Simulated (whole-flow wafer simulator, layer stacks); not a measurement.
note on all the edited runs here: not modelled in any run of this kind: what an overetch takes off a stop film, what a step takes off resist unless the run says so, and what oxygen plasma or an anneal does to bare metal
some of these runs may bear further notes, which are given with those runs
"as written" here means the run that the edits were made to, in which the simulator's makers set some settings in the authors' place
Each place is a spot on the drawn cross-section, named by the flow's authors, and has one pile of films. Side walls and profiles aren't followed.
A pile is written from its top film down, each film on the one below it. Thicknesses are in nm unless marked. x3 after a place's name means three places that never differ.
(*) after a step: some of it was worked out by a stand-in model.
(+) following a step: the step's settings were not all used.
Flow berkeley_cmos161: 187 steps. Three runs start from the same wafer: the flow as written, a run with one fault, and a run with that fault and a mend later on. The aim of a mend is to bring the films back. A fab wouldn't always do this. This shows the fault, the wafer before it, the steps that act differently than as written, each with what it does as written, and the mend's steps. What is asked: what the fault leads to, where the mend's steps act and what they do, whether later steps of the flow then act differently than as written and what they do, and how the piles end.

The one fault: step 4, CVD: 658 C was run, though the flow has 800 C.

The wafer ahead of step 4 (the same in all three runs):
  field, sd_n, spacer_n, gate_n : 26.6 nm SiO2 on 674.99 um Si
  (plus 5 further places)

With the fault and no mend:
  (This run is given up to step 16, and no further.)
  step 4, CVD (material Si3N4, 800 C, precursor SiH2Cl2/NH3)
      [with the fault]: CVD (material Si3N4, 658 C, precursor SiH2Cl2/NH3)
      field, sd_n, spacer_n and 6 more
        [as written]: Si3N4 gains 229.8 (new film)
        [with the fault]: Si3N4 gains 17.8 (new film)
  Steps further on in the flow that do not act as written (1 more step, not shown, differs only slightly: by at most 2% or 0.5 nm, whichever is larger):
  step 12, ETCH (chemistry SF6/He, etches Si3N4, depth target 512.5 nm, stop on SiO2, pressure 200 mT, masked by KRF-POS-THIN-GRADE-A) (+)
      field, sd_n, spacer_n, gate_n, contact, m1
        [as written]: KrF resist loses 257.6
        [with the fault]: KrF resist loses 27.3
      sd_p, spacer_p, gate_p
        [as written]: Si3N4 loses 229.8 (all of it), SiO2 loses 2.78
        [with the fault]: Si3N4 loses 17.8 (all of it), SiO2 loses 2.78
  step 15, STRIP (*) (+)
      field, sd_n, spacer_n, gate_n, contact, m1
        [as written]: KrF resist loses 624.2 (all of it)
        [with the fault]: KrF resist loses 854.3 (all of it)
  After step 16, at field, sd_n, spacer_n, gate_n, contact, m1, the piles differ from the flow's by more than 2% or 0.5 nm, whichever is larger.
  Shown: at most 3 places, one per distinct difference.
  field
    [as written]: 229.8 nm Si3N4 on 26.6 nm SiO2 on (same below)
    [with the fault]: 17.8 nm Si3N4 on 26.6 nm SiO2 on (same below)

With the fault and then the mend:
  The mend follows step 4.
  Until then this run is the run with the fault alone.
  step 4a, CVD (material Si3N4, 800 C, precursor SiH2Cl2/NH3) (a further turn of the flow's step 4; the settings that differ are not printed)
      field, sd_n, spacer_n and 6 more
        Si3N4 gains 211.9
  None of the later steps of the flow differs from how it acts as written, at any place that is followed, by more than 2% or 0.5 nm, whichever is larger.
  The piles end the same as the flow's at every place that both follow.
